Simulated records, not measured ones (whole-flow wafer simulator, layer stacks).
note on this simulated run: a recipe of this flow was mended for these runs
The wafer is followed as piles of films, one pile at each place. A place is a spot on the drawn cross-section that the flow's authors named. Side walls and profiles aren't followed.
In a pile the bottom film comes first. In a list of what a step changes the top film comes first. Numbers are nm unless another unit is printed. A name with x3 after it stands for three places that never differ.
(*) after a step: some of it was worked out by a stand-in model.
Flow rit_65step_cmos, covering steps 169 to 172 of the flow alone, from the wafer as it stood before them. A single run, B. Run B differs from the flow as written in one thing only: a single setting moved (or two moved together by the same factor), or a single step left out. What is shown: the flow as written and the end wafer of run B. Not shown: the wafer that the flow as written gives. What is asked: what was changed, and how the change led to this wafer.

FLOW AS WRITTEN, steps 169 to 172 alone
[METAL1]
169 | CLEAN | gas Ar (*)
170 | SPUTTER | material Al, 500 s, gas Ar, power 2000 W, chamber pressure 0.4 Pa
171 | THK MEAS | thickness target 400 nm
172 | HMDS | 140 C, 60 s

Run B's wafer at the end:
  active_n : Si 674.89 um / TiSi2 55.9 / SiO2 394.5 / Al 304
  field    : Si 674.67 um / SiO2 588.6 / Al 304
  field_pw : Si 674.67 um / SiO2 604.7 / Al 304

The reason: step 170, SPUTTER: 380 s was run, though the flow has 500 s.

Step by step, how the change led to this:
  170 | SPUTTER | material Al, 500 s, gas Ar, power 2000 W, chamber pressure 0.4 Pa
      field, field_pw, field_nw and 10 more: Al gains 304 (new film) (in the flow as written it would be: Al gains 400 (new film))
      contact: Al gains 198 (new film) (in the flow as written it would be: Al gains 255.4 (new film))
